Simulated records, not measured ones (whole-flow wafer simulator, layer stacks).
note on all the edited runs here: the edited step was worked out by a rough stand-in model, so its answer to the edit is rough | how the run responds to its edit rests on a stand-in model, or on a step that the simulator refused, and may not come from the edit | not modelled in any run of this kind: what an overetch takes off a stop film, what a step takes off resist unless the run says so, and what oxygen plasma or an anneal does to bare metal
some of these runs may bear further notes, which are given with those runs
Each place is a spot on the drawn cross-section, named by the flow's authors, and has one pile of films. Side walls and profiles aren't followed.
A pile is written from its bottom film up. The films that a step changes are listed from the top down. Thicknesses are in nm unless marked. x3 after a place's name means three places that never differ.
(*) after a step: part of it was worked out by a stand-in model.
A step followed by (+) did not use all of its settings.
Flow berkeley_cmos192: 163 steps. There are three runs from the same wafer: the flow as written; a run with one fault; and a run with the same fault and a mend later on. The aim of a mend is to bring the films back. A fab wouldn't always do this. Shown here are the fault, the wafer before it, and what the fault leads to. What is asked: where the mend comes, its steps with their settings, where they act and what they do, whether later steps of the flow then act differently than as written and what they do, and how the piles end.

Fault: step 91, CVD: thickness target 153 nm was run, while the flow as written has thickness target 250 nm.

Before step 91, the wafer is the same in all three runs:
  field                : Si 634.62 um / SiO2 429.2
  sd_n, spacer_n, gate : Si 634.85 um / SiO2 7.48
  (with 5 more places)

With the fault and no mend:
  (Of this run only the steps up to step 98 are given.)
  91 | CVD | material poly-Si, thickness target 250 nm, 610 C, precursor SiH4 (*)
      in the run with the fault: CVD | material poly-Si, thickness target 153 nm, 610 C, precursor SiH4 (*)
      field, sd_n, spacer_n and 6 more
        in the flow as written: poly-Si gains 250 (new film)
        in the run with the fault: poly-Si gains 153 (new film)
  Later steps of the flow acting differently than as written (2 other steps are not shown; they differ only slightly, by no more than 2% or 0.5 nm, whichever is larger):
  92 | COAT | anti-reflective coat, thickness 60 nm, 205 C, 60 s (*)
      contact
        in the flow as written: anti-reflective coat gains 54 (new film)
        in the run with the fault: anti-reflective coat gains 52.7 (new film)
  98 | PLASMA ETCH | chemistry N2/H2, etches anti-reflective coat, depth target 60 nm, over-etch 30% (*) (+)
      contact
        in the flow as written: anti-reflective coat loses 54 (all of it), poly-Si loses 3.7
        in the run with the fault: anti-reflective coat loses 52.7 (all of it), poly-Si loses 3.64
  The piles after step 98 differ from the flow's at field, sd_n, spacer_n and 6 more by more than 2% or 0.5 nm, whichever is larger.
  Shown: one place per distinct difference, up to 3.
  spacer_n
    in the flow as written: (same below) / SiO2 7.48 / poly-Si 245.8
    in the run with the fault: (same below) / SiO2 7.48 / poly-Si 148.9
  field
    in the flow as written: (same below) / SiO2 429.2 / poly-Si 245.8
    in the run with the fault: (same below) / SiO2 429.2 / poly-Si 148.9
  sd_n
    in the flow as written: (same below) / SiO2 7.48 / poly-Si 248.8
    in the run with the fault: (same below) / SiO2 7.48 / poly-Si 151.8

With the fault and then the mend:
  The mend follows step 91.
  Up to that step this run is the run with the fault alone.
  91a | CVD | material poly-Si, thickness target 97 nm, 610 C, precursor SiH4 (*) (the flow's step 91, run once more with other settings)
      field, sd_n, spacer_n and 6 more
        poly-Si gains 97
  None of the later steps of the flow differs from how it acts as written, at any place that is followed, by more than 2% or 0.5 nm, whichever is larger.
  At every place that both follow, the piles at the end match the flow's.
